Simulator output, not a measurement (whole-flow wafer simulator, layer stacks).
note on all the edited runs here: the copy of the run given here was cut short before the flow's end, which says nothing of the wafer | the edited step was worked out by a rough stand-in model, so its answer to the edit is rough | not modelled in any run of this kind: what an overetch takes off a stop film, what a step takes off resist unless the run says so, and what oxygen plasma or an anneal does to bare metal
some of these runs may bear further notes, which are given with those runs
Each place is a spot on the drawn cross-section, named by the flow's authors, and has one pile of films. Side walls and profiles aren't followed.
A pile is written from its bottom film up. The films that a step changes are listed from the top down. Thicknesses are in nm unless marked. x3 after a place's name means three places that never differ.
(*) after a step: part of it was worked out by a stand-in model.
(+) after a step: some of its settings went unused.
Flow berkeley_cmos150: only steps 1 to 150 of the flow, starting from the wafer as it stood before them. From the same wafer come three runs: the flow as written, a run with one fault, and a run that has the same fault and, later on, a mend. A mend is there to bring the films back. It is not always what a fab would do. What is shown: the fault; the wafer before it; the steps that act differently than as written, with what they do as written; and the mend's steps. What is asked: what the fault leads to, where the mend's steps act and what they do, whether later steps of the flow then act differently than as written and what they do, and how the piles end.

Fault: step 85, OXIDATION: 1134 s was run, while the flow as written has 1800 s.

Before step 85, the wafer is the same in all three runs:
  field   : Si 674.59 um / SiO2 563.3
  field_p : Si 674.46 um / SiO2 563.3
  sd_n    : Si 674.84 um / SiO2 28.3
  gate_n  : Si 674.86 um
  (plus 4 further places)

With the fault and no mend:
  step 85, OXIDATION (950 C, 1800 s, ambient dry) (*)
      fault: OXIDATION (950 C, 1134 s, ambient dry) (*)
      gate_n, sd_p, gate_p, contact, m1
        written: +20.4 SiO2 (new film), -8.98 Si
        fault: +15.4 SiO2 (new film), -6.78 Si
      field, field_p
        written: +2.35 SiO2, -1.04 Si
        fault: +1.48 SiO2, -0.65 Si
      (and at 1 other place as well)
  Steps later in the flow that act otherwise than as written (22 other steps are not shown; they differ only slightly, by no more than 2% or 0.5 nm, whichever is larger):
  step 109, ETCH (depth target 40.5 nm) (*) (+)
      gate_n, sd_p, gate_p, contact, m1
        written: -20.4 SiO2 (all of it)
        fault: -15.4 SiO2 (all of it)
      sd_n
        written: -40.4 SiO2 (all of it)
        fault: -36.5 SiO2 (all of it)
  The piles end only slightly different from the flow's at the places that both follow, by no more than 2% or 0.5 nm, whichever is larger.

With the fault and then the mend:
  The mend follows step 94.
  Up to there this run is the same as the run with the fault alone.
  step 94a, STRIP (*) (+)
      field_p
        -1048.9 KrF resist (all of it)
      sd_p
        -1274.7 KrF resist (all of it)
      gate_p
        -1249.3 KrF resist (all of it)
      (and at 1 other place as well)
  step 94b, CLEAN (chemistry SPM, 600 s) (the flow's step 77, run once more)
      alters no film at any place that is followed
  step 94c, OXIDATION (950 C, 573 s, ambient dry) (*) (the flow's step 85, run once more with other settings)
      gate_n, sd_p, gate_p, contact, m1
        +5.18 SiO2, -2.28 Si
      field, field_p
        +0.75 SiO2, -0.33 Si
      sd_n
        +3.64 SiO2, -1.6 Si
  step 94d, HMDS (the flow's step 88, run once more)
      alters no film at any place that is followed
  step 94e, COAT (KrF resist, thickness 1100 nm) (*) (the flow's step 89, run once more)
      field
        +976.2 KrF resist (new film)
      field_p
        +1087.8 KrF resist (new film)
      sd_n
        +1243.1 KrF resist (new film)
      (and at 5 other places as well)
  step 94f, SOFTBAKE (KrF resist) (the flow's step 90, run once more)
      alters no film at any place that is followed
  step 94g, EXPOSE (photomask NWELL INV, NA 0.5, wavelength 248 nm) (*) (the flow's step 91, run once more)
      alters no film at any place that is followed
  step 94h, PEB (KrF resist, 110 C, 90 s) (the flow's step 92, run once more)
      field
        -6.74 KrF resist
      field_p
        -7.53 KrF resist
      sd_n
        -8.63 KrF resist
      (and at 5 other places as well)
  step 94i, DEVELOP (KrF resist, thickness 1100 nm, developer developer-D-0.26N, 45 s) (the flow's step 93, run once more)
      field_p, sd_p, gate_p, m1
        -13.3 KrF resist
      field
        -969.5 KrF resist (all of it)
      sd_n
        -1234.4 KrF resist (all of it)
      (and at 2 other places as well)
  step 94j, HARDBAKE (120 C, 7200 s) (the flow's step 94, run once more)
      field_p
        -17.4 KrF resist
      sd_p
        -21.4 KrF resist
      gate_p
        -20.9 KrF resist
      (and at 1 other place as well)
  Every later step of the flow that is run acts as written, at every place that is followed, to within 2% or 0.5 nm, whichever is larger.
  The piles end only slightly different from the flow's at the places that both follow, by no more than 2% or 0.5 nm, whichever is larger.
